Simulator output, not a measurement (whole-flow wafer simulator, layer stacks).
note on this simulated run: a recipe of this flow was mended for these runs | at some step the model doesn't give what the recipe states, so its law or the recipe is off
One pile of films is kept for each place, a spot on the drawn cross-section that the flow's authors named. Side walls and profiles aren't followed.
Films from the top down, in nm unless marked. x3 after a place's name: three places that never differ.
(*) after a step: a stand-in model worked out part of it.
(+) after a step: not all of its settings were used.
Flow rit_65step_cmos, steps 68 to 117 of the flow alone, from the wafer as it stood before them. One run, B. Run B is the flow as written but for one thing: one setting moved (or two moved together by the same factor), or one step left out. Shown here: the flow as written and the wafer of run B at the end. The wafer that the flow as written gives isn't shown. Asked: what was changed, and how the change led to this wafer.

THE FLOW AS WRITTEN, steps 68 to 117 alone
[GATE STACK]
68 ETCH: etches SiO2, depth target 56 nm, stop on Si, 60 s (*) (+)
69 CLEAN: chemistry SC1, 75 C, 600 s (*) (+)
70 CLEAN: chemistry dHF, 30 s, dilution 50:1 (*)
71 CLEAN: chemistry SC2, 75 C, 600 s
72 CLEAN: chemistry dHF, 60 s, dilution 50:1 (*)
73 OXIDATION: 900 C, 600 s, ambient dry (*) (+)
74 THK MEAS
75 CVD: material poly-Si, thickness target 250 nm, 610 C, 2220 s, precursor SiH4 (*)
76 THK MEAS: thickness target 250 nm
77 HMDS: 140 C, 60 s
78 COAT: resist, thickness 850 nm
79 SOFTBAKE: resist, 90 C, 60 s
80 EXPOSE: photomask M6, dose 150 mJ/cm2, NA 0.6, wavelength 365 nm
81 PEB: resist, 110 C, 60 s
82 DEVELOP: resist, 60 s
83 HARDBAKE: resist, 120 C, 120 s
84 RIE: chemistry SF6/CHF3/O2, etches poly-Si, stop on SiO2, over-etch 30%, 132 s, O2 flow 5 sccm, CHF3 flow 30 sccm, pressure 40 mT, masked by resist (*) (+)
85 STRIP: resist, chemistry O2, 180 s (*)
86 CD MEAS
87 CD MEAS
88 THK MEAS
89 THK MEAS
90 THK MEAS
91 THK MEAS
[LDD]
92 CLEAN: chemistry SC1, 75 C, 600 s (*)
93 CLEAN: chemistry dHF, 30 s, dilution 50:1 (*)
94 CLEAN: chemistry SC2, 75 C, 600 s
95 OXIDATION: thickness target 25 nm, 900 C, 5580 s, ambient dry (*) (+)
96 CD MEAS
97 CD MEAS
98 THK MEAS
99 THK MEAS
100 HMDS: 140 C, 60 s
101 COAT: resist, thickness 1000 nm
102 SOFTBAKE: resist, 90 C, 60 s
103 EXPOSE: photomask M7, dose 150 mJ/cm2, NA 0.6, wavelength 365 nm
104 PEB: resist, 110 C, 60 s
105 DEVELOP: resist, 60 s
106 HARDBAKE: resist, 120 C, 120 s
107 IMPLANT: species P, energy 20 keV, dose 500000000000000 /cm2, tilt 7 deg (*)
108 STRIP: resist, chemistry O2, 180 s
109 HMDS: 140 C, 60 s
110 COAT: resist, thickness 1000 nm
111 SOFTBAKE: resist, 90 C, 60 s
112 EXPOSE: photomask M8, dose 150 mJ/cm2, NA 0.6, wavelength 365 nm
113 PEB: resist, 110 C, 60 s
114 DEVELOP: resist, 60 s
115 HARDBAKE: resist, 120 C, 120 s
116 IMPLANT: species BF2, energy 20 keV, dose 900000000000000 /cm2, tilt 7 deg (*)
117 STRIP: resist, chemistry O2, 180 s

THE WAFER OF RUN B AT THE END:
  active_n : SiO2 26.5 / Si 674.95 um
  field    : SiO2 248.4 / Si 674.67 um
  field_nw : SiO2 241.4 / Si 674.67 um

The cause: step 75, CVD: thickness target 220 nm was run, where the flow has thickness target 250 nm; step 75, CVD: 1954 s was run, where the flow has 2220 s.

How the change led to this, step by step:
  75 CVD: material poly-Si, thickness target 250 nm, 610 C, 2220 s, precursor SiH4 (*)
      field, field_pw, field_nw and 11 more: poly-Si +220 (new film) (as written it would be: poly-Si +250 (new film))
  84 RIE: chemistry SF6/CHF3/O2, etches poly-Si, stop on SiO2, over-etch 30%, 132 s, O2 flow 5 sccm, CHF3 flow 30 sccm, pressure 40 mT, masked by resist (*) (+)
      active_n, active_p, spacer, spacer_p, sd_n, sd_p, contact, m1: poly-Si -220 (all of it), SiO2 -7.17 (all of it) (as written it would be: poly-Si -250 (all of it), SiO2 -2.76)
      field, field_pw, field_nw, field_p: poly-Si -220 (all of it), SiO2 -7.94 (as written it would be: poly-Si -250 (all of it), SiO2 -2.76)
  85 STRIP: resist, chemistry O2, 180 s (*)
      active_n, active_p, spacer, spacer_p, sd_n, sd_p, contact, m1: chemical SiO2 +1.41 (new film), Si -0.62 (as written it would be: nothing)
  92 CLEAN: chemistry SC1, 75 C, 600 s (*)
      active_n, active_p, spacer, spacer_p, sd_n, sd_p, contact, m1: chemical SiO2 -0.81, Si -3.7 (as written it would be: SiO2 -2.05)
  93 CLEAN: chemistry dHF, 30 s, dilution 50:1 (*)
      active_n, active_p, spacer, spacer_p, sd_n, sd_p, contact, m1: chemical SiO2 -0.6 (all of it) (as written it would be: SiO2 -2.36 (all of it))
  101 COAT: resist, thickness 1000 nm
      gate_n, gate_p: resist +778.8 (new film) (as written it would be: resist +754.9 (new film))
  104 PEB: resist, 110 C, 60 s
      gate_n, gate_p: resist -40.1 (as written it would be: resist -38.8)
  105 DEVELOP: resist, 60 s
      gate_n: resist -738.8 (all of it) (as written it would be: resist -716.2 (all of it))
  106 HARDBAKE: resist, 120 C, 120 s
      gate_p: resist -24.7 (as written it would be: resist -23.9)
  108 STRIP: resist, chemistry O2, 180 s
      gate_p: resist -714 (all of it) (as written it would be: resist -692.2 (all of it))
  110 COAT: resist, thickness 1000 nm
      gate_n, gate_p: resist +778.8 (new film) (as written it would be: resist +754.9 (new film))
  113 PEB: resist, 110 C, 60 s
      gate_n, gate_p: resist -40.1 (as written it would be: resist -38.8)
  114 DEVELOP: resist, 60 s
      gate_p: resist -738.8 (all of it) (as written it would be: resist -716.1 (all of it))
  115 HARDBAKE: resist, 120 C, 120 s
      gate_n: resist -24.7 (as written it would be: resist -23.9)
  117 STRIP: resist, chemistry O2, 180 s
      gate_n: resist -714 (all of it) (as written it would be: resist -692.2 (all of it))
